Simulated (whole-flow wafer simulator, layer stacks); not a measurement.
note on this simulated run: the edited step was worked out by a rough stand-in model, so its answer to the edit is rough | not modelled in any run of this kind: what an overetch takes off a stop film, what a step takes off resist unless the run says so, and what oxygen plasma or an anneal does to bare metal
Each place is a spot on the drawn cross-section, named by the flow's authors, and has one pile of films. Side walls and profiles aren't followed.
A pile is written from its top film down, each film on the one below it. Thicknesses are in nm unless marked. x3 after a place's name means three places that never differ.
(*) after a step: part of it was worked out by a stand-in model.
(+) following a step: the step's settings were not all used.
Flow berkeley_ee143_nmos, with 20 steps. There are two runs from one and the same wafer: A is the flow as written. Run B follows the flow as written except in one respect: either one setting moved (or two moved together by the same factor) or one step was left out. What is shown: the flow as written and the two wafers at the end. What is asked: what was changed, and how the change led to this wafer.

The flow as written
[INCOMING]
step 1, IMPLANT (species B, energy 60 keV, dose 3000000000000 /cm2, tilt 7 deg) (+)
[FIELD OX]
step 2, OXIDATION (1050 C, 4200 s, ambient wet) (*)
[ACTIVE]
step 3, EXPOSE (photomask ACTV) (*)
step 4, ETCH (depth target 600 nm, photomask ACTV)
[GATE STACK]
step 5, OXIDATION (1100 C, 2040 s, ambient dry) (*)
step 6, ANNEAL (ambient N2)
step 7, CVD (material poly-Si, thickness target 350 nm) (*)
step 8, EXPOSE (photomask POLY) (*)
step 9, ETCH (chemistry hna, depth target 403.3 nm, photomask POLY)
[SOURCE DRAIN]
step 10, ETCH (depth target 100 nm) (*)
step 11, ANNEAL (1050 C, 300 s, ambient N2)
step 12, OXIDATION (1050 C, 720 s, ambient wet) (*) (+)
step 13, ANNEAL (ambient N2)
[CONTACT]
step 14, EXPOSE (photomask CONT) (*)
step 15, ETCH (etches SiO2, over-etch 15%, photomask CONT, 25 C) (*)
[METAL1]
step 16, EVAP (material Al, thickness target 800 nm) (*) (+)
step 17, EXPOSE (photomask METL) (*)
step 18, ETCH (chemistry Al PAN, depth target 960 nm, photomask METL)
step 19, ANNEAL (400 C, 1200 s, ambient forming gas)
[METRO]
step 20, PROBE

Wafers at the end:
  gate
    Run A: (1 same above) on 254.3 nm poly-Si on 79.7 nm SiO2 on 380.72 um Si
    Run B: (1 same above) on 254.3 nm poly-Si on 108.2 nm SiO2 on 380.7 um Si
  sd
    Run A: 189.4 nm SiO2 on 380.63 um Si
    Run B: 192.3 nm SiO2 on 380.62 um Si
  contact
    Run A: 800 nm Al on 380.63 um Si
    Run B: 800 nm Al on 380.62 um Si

The reason: step 5, OXIDATION: 1155 C was run, though the flow has 1100 C.

The path from the change to this, step by step:
  step 5, OXIDATION (1100 C, 2040 s, ambient dry) (*)
      gate, sd, contact: A +79.7 SiO2 (new film), -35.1 Si | B +108.2 SiO2 (new film), -47.6 Si
      field: A +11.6 SiO2, -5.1 Si | B +16 SiO2, -7.06 Si
  step 10, ETCH (depth target 100 nm) (*)
      sd, contact: A -79.7 SiO2 (all of it) | B -100 SiO2
  step 12, OXIDATION (1050 C, 720 s, ambient wet) (*) (+)
      sd, contact: A +189.4 SiO2 (new film), -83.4 Si | B +184 SiO2, -81 Si
